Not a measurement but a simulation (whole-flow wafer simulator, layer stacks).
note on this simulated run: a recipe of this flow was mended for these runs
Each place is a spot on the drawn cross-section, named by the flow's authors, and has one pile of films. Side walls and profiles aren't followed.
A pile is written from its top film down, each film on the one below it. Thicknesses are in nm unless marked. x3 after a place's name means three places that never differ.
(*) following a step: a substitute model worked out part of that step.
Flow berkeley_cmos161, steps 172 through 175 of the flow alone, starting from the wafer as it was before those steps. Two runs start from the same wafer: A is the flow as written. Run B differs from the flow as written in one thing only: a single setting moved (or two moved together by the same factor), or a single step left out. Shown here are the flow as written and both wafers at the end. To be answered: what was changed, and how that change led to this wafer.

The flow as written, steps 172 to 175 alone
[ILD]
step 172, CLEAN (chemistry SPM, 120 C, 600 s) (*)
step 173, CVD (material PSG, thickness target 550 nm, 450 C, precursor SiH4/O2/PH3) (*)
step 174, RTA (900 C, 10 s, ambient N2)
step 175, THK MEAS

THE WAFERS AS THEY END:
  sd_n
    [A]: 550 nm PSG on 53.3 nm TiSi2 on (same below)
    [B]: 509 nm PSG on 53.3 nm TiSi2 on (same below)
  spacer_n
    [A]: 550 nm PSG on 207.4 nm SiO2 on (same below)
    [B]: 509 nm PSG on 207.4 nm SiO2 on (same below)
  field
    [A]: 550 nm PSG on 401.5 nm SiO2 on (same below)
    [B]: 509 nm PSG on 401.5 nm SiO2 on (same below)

What caused this: step 173, CVD: thickness target 509 nm was run, whereas the flow has thickness target 550 nm.
The wafer itself shows it: sd_n has PSG 509, and step 173 as written asks for 550 nm.

How this came from the change, step by step:
  step 173, CVD (material PSG, thickness target 550 nm, 450 C, precursor SiH4/O2/PH3) (*)
      field, sd_n, spacer_n, gate_n, spacer_p, gate_p, contact x2: A +550 PSG (new film) | B +509 PSG (new film)
      sd_p: A +522.4 PSG (new film) | B +483.9 PSG (new film)
